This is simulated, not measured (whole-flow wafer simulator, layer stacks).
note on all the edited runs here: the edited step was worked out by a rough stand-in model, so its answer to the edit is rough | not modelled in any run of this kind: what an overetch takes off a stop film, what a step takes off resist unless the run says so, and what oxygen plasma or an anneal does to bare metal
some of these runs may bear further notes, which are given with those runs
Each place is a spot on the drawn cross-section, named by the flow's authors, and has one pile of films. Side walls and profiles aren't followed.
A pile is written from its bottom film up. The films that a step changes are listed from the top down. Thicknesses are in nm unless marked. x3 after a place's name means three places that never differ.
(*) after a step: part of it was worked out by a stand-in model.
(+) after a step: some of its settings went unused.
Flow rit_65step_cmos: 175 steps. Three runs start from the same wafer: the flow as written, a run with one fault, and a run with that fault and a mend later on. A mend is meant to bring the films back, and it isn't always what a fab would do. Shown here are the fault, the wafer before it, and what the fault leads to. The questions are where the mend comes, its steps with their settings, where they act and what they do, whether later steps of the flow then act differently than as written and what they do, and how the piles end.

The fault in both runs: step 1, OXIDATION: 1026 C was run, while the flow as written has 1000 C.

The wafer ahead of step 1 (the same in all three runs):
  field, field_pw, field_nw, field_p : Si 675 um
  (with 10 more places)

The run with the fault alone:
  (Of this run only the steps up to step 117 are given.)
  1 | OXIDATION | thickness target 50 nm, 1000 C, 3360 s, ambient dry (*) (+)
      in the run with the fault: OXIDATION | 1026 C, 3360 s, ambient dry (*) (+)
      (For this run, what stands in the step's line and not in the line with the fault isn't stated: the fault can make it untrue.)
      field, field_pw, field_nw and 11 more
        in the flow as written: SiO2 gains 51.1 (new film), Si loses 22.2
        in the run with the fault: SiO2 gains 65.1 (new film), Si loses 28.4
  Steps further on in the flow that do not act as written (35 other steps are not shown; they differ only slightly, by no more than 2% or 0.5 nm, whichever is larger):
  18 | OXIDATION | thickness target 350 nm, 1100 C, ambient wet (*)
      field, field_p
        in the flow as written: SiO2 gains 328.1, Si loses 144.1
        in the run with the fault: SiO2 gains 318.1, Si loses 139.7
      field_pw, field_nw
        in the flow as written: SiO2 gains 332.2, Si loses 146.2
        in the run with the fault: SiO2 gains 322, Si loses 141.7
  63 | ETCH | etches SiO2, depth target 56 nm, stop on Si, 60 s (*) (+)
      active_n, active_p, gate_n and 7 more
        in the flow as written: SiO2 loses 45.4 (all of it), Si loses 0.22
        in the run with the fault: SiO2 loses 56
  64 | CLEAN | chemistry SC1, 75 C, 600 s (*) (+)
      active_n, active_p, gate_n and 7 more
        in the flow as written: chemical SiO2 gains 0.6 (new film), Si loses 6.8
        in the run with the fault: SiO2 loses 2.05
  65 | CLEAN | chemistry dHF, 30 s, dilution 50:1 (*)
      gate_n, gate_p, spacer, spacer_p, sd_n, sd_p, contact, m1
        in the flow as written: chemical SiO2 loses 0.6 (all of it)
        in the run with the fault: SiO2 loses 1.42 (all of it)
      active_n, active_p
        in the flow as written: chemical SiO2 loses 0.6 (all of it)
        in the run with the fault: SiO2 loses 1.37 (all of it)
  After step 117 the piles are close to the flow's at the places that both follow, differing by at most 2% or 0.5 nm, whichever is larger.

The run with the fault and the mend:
  After step 2 comes the mend.
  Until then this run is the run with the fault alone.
  2a | ETCH | depth target 75 nm, 21.5 C, 83 s
      field, field_pw, field_nw and 11 more
        SiO2 loses 65.1 (all of it)
  2b | CLEAN | chemistry SC2, 75 C, 600 s
      field, field_pw, field_nw and 11 more
        chemical SiO2 gains 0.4 (new film), Si loses 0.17
  2c | OXIDATION | 1000 C, 3360 s, ambient dry (*) (a further turn of the flow's step 1, with different settings)
      field, field_pw, field_nw and 11 more
        SiO2 gains 51 (new film), chemical SiO2 loses 0.4 (all of it), Si loses 22.3
  Steps further on in the flow that do not act as written (17 other steps are not shown; they differ only slightly, by no more than 2% or 0.5 nm, whichever is larger):
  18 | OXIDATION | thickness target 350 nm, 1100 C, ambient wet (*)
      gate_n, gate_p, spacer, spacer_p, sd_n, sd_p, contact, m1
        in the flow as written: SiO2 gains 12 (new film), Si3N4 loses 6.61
        in the run with the mend: SiO2 gains 12 (new film), Si3N4 loses 6.61, SiO2 gains 0.03
  At the end the piles are close to the flow's at the places that both follow, differing by at most 2% or 0.5 nm, whichever is larger.
